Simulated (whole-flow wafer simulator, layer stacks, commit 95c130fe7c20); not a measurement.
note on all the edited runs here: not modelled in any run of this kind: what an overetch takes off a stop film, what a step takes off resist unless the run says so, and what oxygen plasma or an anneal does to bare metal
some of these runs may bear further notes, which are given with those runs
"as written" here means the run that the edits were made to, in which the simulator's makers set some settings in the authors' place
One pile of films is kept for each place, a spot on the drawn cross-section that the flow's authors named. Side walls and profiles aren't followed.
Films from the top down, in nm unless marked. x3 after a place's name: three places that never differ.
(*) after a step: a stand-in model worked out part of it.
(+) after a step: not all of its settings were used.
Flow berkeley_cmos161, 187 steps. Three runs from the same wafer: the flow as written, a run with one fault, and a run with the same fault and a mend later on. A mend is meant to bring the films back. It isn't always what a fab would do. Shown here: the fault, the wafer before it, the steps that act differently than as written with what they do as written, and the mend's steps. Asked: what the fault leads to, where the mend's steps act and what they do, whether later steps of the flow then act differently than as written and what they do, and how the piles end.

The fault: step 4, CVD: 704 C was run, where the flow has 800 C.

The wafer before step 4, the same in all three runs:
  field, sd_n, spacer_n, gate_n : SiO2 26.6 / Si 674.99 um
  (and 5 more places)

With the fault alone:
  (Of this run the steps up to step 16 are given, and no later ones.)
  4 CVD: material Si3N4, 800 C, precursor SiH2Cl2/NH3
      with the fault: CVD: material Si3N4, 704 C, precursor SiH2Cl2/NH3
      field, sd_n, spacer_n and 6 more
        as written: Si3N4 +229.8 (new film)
        with the fault: Si3N4 +50.2 (new film)
  Later steps of the flow that act differently than as written (1 more step differs only slightly, by at most 2% or 0.5 nm, whichever is larger, and isn't shown):
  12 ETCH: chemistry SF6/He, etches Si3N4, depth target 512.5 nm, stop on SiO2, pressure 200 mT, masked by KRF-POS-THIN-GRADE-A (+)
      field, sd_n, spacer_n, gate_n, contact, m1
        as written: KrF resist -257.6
        with the fault: KrF resist -62.5
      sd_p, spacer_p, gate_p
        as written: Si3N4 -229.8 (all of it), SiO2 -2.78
        with the fault: Si3N4 -50.2 (all of it), SiO2 -2.78
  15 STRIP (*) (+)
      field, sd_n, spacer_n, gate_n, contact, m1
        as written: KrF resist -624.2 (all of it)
        with the fault: KrF resist -819.2 (all of it)
  After step 16 the piles differ from the flow's by more than 2% or 0.5 nm, whichever is larger, at field, sd_n, spacer_n, gate_n, contact, m1.
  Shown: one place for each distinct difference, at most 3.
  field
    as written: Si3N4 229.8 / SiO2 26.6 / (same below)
    with the fault: Si3N4 50.2 / SiO2 26.6 / (same below)

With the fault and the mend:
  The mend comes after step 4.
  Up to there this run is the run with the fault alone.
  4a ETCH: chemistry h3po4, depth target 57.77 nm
      field, sd_n, spacer_n and 6 more
        Si3N4 -50.2 (all of it)
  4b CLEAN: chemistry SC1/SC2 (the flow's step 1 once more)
      changes no film at any place that is followed
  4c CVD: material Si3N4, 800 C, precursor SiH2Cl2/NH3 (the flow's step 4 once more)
      field, sd_n, spacer_n and 6 more
        Si3N4 +229.8 (new film)
  No later step of the flow acts differently than as written at any place that is followed.
  At the end the piles are the same as the flow's at every place that both follow.
